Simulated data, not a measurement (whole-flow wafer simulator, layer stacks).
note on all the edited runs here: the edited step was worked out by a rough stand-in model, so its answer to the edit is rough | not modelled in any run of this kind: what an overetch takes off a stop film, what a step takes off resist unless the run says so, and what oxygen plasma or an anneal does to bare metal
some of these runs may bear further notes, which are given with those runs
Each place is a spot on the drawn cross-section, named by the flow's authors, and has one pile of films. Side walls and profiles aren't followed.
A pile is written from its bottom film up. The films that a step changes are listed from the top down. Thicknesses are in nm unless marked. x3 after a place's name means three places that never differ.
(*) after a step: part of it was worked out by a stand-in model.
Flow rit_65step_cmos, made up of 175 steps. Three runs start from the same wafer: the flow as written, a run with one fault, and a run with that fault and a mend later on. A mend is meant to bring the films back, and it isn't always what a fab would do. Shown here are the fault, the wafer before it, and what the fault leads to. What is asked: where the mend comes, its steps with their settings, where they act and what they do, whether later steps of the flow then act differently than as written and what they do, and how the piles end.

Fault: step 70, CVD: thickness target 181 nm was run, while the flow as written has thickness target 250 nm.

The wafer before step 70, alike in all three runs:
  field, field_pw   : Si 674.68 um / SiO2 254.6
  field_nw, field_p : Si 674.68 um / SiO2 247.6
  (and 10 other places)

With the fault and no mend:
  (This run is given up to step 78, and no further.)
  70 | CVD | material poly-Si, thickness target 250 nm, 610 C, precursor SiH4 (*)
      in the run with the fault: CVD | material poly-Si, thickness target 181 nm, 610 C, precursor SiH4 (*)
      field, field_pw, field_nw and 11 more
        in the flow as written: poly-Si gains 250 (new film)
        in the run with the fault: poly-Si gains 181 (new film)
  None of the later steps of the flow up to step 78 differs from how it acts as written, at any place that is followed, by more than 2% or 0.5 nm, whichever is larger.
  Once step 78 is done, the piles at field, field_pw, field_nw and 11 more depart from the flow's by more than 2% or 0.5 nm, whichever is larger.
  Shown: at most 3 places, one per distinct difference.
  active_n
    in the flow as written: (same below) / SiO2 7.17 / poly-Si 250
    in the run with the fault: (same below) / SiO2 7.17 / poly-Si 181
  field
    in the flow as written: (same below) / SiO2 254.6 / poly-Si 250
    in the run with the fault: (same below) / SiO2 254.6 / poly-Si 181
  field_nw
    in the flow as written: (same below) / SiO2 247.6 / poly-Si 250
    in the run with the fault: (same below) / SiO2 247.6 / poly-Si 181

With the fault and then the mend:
  The mend follows step 71.
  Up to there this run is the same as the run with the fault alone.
  71a | ETCH | chemistry tmah, depth target 208.1 nm
      field, field_pw, field_nw and 11 more
        poly-Si loses 181 (all of it)
  71b | CLEAN | chemistry SC2, 75 C, 600 s (a further turn of the flow's step 66)
      alters no film at any place that is followed
  71c | CVD | material poly-Si, thickness target 250 nm, 610 C, precursor SiH4 (*) (a further turn of the flow's step 70)
      field, field_pw, field_nw and 11 more
        poly-Si gains 250 (new film)
  None of the later steps of the flow acts differently than as written at any place that is followed.
  The piles end the same as the flow's at every place that both follow.
